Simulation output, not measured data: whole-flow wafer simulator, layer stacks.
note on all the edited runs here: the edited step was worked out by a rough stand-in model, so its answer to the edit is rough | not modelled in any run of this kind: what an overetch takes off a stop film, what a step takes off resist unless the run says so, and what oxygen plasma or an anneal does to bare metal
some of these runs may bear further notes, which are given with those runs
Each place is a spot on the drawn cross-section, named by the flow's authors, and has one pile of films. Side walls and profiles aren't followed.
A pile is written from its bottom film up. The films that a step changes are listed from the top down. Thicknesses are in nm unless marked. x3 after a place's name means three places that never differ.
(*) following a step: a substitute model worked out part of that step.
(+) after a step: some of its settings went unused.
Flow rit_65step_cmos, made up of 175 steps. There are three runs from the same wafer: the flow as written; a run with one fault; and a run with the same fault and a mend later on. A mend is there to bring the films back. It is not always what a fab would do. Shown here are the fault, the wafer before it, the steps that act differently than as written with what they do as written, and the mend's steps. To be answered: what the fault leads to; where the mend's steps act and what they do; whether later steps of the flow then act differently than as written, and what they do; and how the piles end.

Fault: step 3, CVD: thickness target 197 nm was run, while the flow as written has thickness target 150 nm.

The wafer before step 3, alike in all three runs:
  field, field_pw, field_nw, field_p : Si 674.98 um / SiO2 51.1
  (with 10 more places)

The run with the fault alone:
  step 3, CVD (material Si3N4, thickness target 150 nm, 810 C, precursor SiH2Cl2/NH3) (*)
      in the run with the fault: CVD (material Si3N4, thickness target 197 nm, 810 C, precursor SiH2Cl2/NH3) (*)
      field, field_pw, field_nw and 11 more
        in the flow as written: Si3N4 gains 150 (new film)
        in the run with the fault: Si3N4 gains 197 (new film)
  Steps further on in the flow that do not act as written (56 other steps are not shown; they differ only slightly, by no more than 2% or 0.5 nm, whichever is larger):
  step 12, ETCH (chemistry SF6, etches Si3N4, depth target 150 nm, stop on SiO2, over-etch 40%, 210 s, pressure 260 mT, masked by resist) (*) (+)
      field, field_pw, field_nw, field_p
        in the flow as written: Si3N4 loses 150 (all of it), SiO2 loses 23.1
        in the run with the fault: Si3N4 loses 197 (all of it), SiO2 loses 5
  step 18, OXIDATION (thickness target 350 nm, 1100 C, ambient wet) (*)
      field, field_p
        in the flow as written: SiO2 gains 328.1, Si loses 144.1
        in the run with the fault: SiO2 gains 315.3, Si loses 138.4
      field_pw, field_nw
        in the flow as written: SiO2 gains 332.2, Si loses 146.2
        in the run with the fault: SiO2 gains 319.1, Si loses 140.4
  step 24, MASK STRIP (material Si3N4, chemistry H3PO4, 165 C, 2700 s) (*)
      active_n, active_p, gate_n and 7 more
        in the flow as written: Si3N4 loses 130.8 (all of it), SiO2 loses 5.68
        in the run with the fault: Si3N4 loses 177.8 (all of it), SiO2 loses 3.89
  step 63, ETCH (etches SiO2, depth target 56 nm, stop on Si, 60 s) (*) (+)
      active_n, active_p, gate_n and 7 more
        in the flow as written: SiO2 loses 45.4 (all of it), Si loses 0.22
        in the run with the fault: SiO2 loses 47.2 (all of it), Si loses 0.18
  At the end the piles are close to the flow's at the places that both follow, differing by at most 2% or 0.5 nm, whichever is larger.

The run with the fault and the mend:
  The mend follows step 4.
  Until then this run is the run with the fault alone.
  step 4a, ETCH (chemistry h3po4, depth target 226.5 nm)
      field, field_pw, field_nw and 11 more
        Si3N4 loses 197 (all of it)
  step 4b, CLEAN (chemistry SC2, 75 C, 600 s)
      leaves every film unchanged at each place that is followed
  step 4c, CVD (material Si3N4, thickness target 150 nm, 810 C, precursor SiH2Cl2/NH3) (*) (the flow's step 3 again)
      field, field_pw, field_nw and 11 more
        Si3N4 gains 150 (new film)
  None of the later steps of the flow acts differently than as written at any place that is followed.
  At every place that both follow, the piles at the end match the flow's.
